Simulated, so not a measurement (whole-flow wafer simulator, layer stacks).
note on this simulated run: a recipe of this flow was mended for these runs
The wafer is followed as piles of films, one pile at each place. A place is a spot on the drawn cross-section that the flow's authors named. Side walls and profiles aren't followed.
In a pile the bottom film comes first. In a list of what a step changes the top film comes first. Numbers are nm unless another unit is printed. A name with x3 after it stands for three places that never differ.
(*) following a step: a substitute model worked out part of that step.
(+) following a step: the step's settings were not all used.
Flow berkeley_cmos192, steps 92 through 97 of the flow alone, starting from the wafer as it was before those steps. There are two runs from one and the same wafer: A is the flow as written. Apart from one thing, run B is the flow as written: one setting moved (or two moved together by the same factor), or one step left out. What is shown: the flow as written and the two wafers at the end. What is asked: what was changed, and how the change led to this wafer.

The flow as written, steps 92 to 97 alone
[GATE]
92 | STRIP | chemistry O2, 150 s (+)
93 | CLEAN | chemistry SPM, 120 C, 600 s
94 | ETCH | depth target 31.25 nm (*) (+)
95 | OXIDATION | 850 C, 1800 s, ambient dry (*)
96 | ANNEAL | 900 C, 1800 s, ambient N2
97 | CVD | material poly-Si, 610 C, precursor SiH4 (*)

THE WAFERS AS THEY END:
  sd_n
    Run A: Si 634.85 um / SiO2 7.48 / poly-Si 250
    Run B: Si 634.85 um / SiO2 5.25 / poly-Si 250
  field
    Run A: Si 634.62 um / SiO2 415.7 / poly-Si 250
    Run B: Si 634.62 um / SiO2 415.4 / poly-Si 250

What caused this: step 95, OXIDATION: 815 C was run, whereas the flow has 850 C.

How this came from the change, step by step:
  95 | OXIDATION | 850 C, 1800 s, ambient dry (*)
      sd_n, spacer_n, gate, sd_p, spacer_p x2, contact, m1: A SiO2 gains 7.48 (new film), Si loses 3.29 | B SiO2 gains 5.25 (new film), Si loses 2.31
